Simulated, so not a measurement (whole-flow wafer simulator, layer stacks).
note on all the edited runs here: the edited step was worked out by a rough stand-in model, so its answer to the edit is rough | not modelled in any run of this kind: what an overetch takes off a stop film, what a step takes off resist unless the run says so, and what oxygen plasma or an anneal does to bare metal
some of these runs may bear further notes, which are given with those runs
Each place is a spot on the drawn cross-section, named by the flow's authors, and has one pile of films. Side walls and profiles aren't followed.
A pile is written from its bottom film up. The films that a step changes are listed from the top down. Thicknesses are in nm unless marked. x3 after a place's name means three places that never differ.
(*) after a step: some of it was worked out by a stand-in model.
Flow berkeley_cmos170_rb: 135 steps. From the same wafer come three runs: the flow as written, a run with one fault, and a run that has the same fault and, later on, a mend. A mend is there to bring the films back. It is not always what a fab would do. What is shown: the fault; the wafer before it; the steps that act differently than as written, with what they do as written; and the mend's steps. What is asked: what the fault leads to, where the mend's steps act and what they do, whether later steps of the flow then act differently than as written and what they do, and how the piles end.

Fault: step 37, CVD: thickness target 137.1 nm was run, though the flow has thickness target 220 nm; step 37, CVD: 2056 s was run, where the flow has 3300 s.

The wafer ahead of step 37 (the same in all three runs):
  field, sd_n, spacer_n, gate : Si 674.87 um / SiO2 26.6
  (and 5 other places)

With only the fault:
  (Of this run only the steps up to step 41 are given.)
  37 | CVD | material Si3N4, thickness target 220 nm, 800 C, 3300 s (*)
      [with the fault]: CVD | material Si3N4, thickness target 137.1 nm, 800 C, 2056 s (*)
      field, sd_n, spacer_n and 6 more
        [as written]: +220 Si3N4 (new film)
        [with the fault]: +137.1 Si3N4 (new film)
  None of the later steps of the flow up to step 41 acts differently than as written at any place that is followed.
  The piles after step 41 differ from the flow's at field, sd_n, spacer_n and 6 more by more than 2% or 0.5 nm, whichever is larger.
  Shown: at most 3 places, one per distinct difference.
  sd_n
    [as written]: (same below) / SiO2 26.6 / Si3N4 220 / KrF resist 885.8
    [with the fault]: (same below) / SiO2 26.6 / Si3N4 137.1 / KrF resist 885.8
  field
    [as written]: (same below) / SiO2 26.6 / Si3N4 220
    [with the fault]: (same below) / SiO2 26.6 / Si3N4 137.1

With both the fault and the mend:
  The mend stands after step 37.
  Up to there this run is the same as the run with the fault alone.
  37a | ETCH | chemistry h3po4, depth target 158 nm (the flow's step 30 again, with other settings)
      field, sd_n, spacer_n and 6 more
        -137.1 Si3N4 (all of it)
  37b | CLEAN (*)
      does not change any film at any place that is followed
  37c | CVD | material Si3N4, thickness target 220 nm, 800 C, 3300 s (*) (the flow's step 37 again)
      field, sd_n, spacer_n and 6 more
        +220 Si3N4 (new film)
  None of the later steps of the flow acts differently than as written at any place that is followed.
  By the end, the piles equal the flow's at every place that both follow.
